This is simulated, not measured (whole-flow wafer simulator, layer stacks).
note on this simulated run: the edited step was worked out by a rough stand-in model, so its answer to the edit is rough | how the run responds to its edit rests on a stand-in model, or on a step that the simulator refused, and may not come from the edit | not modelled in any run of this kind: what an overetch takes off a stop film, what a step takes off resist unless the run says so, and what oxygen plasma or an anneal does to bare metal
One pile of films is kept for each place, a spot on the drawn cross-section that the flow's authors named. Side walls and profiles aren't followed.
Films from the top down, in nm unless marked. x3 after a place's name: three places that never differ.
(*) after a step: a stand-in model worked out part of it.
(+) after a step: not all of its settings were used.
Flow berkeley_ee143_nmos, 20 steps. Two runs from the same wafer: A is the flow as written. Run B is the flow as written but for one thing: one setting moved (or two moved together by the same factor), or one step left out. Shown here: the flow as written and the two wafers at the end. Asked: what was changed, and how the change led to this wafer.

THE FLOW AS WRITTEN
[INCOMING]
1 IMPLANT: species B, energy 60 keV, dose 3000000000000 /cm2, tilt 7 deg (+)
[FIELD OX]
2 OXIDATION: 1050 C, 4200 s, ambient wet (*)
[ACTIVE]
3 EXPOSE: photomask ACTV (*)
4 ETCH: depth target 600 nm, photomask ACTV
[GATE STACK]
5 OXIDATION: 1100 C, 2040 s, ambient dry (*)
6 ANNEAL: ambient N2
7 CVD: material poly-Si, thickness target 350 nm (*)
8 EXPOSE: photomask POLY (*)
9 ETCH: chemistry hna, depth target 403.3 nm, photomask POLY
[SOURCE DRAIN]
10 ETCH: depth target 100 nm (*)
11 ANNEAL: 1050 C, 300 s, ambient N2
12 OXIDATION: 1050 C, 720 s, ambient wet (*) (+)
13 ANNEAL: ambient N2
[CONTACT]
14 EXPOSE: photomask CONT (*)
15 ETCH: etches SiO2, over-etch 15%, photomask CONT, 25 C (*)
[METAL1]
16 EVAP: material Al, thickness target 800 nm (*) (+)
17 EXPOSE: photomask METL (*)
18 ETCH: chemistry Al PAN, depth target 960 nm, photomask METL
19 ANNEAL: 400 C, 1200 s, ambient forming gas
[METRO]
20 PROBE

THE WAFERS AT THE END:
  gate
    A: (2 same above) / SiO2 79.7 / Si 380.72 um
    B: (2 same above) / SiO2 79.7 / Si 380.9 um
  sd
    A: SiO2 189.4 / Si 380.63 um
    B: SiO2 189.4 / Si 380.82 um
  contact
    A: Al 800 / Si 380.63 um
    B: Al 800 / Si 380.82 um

The cause: step 2, OXIDATION: 892 C was run, where the flow has 1050 C.

How the change led to this, step by step:
  2 OXIDATION: 1050 C, 4200 s, ambient wet (*)
      gate, sd, contact, field: A SiO2 +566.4 (new film), chemical SiO2 -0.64 (all of it), Si -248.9 | B SiO2 +142 (new film), chemical SiO2 -0.64 (all of it), Si -62.2
  4 ETCH: depth target 600 nm, photomask ACTV
      gate, sd, contact: A SiO2 -566.4 (all of it) | B SiO2 -142 (all of it)
  5 OXIDATION: 1100 C, 2040 s, ambient dry (*)
      field: A SiO2 +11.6, Si -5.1 | B SiO2 +31.9, Si -14
  12 OXIDATION: 1050 C, 720 s, ambient wet (*) (+)
      field: A SiO2 +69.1, Si -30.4 | B SiO2 +153.1, Si -67.4
